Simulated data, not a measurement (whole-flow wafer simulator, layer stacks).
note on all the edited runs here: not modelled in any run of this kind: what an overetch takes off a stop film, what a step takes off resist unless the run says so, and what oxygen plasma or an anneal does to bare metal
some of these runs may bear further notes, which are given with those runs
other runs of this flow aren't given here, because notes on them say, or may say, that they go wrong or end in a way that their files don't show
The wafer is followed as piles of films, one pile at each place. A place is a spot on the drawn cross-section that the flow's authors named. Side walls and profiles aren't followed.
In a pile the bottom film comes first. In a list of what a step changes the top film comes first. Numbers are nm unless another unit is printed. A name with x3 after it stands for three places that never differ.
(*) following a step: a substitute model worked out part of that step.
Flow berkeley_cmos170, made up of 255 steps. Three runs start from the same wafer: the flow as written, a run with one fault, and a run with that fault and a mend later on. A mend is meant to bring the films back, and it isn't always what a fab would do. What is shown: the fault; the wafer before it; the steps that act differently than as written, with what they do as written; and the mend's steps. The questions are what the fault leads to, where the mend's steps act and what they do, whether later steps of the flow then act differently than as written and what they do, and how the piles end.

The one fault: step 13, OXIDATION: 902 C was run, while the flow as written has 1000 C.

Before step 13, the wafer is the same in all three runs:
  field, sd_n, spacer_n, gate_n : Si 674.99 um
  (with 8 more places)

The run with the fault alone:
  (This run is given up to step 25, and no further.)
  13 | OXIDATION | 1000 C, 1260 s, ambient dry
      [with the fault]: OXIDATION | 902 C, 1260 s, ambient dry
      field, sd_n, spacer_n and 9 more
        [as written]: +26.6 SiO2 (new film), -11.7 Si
        [with the fault]: +10.2 SiO2 (new film), -4.47 Si
  Every later step of the flow up to step 25 that is run acts as written at every place that is followed.
  Once step 25 is done, the piles at field, sd_n, spacer_n and 9 more depart from the flow's by more than 2% or 0.5 nm, whichever is larger.
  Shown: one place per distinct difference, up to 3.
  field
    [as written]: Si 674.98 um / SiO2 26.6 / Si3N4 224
    [with the fault]: Si 674.99 um / SiO2 10.2 / Si3N4 224
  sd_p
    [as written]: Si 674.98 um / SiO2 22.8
    [with the fault]: Si 674.99 um / SiO2 6.44

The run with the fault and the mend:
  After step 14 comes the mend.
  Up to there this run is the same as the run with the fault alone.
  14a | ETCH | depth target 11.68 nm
      field, sd_n, spacer_n and 9 more
        -10.2 SiO2 (all of it)
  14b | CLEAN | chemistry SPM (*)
      field, sd_n, spacer_n and 9 more
        +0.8 chemical SiO2 (new film), -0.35 Si
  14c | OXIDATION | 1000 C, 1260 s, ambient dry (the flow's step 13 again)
      field, sd_n, spacer_n and 9 more
        +26.7 SiO2 (new film), -0.8 chemical SiO2 (all of it), -11.4 Si
  Every later step of the flow that is run acts as written, at every place that is followed, to within 2% or 0.5 nm, whichever is larger.
  At the end the piles are close to the flow's at the places that both follow, differing by at most 2% or 0.5 nm, whichever is larger.
